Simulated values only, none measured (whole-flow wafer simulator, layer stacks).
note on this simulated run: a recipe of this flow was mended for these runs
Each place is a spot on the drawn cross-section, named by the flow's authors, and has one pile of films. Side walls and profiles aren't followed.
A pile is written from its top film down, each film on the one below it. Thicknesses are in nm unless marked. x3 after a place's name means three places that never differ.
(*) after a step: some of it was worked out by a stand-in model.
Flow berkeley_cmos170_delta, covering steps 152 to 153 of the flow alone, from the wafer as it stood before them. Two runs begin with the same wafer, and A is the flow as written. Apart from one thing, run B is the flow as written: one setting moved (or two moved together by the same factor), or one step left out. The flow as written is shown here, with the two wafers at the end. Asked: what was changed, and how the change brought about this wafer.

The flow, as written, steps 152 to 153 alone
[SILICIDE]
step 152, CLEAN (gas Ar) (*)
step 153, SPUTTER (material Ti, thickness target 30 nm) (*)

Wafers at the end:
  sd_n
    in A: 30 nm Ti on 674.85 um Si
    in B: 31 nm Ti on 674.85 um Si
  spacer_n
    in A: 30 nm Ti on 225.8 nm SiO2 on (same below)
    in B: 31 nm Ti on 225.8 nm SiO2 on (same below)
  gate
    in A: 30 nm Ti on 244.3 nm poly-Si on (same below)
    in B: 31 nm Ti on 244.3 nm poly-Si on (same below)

What caused this: step 153, SPUTTER: thickness target 31 nm was run, while the flow as written has thickness target 30 nm.
The wafer lets one read it off: sd_n has Ti 31, and step 153 as written asks for 30 nm.

The path from the change to this, step by step:
  step 153, SPUTTER (material Ti, thickness target 30 nm) (*)
      field, sd_n, spacer_n, gate, spacer_p, gate_p, contact x2: A +30 Ti (new film) | B +31 Ti (new film)
      sd_p: A +27.5 Ti (new film) | B +28.4 Ti (new film)
